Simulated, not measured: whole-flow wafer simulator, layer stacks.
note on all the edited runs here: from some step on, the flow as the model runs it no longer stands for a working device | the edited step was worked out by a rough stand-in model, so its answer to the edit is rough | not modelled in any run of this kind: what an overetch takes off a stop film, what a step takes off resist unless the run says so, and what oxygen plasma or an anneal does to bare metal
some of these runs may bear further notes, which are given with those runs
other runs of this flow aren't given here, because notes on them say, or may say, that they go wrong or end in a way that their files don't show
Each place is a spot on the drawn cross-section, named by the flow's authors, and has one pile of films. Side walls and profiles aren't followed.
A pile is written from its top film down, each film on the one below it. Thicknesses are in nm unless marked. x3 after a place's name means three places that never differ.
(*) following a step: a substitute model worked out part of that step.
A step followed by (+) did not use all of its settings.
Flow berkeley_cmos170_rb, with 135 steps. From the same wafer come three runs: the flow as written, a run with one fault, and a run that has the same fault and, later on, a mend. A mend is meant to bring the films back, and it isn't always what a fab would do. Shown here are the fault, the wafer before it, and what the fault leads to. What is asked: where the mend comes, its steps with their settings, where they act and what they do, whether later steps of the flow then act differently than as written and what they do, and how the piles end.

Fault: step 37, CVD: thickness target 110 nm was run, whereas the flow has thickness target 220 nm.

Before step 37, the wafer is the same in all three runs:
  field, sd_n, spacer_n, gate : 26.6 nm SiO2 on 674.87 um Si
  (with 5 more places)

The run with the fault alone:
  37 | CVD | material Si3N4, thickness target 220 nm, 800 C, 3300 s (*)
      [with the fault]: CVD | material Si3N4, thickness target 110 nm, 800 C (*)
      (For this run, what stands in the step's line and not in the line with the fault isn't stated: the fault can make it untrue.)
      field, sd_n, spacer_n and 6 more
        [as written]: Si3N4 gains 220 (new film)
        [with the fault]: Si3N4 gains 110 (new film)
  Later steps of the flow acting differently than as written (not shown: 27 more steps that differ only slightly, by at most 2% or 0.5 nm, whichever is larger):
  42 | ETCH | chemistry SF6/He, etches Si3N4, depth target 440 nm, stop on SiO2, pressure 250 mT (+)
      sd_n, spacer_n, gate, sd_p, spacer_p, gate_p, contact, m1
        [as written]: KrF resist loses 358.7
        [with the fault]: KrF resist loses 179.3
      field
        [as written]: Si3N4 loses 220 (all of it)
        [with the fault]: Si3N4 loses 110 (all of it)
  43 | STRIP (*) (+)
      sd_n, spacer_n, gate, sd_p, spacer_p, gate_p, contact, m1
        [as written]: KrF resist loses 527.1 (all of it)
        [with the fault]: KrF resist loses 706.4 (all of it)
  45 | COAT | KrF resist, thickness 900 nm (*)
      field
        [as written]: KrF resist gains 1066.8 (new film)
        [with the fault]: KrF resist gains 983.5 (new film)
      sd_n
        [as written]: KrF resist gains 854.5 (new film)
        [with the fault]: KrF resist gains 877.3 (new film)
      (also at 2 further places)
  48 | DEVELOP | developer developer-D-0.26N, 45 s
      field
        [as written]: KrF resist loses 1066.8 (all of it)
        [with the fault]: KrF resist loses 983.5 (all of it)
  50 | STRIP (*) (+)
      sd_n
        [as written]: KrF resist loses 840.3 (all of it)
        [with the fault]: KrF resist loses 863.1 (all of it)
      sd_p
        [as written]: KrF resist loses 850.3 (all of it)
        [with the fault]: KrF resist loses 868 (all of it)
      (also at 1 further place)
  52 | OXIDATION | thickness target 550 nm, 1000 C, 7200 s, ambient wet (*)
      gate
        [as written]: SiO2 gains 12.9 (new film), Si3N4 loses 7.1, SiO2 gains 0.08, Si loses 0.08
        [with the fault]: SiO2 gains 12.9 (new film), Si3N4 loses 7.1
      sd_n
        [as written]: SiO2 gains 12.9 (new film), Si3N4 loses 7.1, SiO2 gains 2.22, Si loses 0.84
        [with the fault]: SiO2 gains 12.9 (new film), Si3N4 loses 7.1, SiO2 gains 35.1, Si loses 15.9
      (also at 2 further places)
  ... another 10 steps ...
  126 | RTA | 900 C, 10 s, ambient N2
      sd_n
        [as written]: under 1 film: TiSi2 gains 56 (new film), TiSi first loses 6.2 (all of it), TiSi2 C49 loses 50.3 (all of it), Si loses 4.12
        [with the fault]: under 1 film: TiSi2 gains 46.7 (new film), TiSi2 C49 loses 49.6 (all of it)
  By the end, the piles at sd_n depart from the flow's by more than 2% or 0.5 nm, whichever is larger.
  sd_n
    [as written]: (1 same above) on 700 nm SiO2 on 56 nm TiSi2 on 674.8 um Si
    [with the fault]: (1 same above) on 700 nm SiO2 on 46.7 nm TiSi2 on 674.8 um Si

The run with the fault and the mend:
  The mend stands after step 37.
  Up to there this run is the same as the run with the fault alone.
  37a | CVD | material Si3N4, thickness target 110 nm, 800 C (*) (the flow's step 37 again, with other settings)
      field, sd_n, spacer_n and 6 more
        Si3N4 gains 110
  None of the later steps of the flow acts differently than as written at any place that is followed.
  By the end, the piles equal the flow's at every place that both follow.
